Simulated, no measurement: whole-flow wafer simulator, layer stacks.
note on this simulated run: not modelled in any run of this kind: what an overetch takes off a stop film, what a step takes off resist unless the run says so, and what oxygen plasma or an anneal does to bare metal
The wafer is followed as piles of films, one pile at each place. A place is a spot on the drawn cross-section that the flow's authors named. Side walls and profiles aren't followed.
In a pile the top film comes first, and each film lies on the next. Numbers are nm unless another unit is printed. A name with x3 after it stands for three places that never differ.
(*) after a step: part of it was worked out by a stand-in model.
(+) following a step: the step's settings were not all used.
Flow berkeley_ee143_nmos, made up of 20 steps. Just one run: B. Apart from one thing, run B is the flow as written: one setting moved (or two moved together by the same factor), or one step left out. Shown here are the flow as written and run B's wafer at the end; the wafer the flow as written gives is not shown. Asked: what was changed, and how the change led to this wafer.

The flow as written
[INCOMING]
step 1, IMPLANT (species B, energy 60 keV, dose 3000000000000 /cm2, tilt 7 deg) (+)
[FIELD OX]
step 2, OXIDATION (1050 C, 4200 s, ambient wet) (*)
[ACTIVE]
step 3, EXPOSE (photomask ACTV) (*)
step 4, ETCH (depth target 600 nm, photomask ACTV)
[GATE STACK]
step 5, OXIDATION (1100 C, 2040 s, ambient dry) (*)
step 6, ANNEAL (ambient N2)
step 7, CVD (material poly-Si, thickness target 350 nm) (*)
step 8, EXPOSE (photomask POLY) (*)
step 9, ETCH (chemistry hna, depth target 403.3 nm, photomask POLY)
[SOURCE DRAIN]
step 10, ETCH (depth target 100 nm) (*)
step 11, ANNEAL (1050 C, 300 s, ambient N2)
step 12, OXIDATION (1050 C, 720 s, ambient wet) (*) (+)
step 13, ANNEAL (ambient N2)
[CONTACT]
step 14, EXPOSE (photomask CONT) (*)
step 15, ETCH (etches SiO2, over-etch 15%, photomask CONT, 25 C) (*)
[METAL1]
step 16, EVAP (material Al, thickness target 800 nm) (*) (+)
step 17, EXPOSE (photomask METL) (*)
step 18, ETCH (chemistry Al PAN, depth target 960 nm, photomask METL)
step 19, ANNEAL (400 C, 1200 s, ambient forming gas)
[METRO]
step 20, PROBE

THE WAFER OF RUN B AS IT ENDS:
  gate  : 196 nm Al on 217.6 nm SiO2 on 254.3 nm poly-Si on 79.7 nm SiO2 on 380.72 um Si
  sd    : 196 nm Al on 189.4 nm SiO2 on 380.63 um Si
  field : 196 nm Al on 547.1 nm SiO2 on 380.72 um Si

The reason: step 18, ETCH: depth target 604 nm was run, though the flow has depth target 960 nm.

How this came from the change, step by step:
  step 18, ETCH (chemistry Al PAN, depth target 960 nm, photomask METL)
      gate, sd, field: Al loses 604 (as written it would have been: Al loses 800 (all of it))
With metal films that touch counted as one body, gate has 1 body; the flow as written gives 0 bodies.
With metal films that touch counted as one body, sd has 1 body; the flow as written gives 0 bodies.
With metal films that touch counted as one body, field has 1 body; the flow as written gives 0 bodies.
